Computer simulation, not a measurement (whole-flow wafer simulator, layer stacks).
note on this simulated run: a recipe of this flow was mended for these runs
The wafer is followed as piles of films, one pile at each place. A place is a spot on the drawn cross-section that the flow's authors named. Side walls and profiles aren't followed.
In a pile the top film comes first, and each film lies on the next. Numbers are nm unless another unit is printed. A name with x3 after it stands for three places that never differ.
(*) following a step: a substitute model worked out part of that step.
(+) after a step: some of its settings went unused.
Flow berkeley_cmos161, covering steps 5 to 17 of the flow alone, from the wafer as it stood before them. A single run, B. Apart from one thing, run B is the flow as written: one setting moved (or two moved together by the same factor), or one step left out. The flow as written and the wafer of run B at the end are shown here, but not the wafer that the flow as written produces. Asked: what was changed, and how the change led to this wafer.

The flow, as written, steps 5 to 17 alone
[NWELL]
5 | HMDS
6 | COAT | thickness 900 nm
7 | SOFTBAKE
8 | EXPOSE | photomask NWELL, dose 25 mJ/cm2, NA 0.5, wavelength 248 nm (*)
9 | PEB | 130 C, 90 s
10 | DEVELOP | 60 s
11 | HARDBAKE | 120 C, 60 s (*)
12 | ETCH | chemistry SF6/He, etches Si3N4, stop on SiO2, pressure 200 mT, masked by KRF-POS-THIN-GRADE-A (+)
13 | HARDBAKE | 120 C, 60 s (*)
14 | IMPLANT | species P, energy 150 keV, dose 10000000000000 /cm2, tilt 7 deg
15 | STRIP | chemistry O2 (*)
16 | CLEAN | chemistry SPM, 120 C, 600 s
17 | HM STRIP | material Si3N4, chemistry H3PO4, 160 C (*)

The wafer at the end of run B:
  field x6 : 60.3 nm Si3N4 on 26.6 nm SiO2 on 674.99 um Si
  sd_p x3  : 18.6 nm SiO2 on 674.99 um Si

Cause: step 17, HM STRIP: 139 C was run, while the flow as written has 160 C.

Step by step, how the change led to this:
  17 | HM STRIP | material Si3N4, chemistry H3PO4, 160 C (*)
      field x6: -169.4 Si3N4 (it would be, as written: -229.8 Si3N4 (all of it), -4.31 SiO2)
      sd_p x3: -2.26 SiO2 (it would be, as written: -11.6 SiO2)
